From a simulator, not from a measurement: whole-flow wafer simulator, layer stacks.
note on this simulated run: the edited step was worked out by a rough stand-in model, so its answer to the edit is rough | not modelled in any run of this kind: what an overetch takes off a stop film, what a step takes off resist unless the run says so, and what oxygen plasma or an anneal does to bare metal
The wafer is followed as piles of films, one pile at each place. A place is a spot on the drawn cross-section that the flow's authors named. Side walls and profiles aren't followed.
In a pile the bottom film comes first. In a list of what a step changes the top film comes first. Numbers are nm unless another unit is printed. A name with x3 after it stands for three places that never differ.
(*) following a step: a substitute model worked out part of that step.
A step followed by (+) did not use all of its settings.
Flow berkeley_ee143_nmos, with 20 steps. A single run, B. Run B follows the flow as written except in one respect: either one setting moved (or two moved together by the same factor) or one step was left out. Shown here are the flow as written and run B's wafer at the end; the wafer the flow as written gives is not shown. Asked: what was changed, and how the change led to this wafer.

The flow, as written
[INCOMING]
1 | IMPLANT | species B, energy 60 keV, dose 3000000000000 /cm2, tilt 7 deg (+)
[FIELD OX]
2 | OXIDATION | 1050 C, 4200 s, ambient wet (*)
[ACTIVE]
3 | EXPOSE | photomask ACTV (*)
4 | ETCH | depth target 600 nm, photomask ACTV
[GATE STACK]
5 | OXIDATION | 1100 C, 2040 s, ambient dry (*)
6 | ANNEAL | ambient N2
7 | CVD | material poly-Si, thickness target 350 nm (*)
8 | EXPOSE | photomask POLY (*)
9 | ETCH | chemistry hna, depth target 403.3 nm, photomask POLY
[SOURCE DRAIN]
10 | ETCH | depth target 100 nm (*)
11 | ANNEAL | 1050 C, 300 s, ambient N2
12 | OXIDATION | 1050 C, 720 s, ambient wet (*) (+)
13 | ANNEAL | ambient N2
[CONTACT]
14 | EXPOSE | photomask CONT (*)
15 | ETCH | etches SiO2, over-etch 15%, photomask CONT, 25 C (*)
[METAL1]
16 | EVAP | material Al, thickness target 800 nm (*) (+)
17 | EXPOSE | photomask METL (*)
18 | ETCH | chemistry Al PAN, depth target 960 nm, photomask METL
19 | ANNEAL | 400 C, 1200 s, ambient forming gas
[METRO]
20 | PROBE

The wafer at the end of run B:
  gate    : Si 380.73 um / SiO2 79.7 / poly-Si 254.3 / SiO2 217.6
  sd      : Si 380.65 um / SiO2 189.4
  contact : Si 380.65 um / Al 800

The reason: step 2, OXIDATION: 3780 s was run, whereas the flow has 4200 s.

How this came from the change, step by step:
  2 | OXIDATION | 1050 C, 4200 s, ambient wet (*)
      gate, sd, contact, field: SiO2 gains 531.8 (new film), chemical SiO2 loses 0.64 (all of it), Si loses 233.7 (in the flow as written it would be: SiO2 gains 566.4 (new film), chemical SiO2 loses 0.64 (all of it), Si loses 248.9)
  4 | ETCH | depth target 600 nm, photomask ACTV
      gate, sd, contact: SiO2 loses 531.8 (all of it) (in the flow as written it would be: SiO2 loses 566.4 (all of it))
  5 | OXIDATION | 1100 C, 2040 s, ambient dry (*)
      field: SiO2 gains 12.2, Si loses 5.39 (in the flow as written it would be: SiO2 gains 11.6, Si loses 5.1)
  12 | OXIDATION | 1050 C, 720 s, ambient wet (*) (+)
      field: SiO2 gains 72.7, Si loses 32 (in the flow as written it would be: SiO2 gains 69.1, Si loses 30.4)
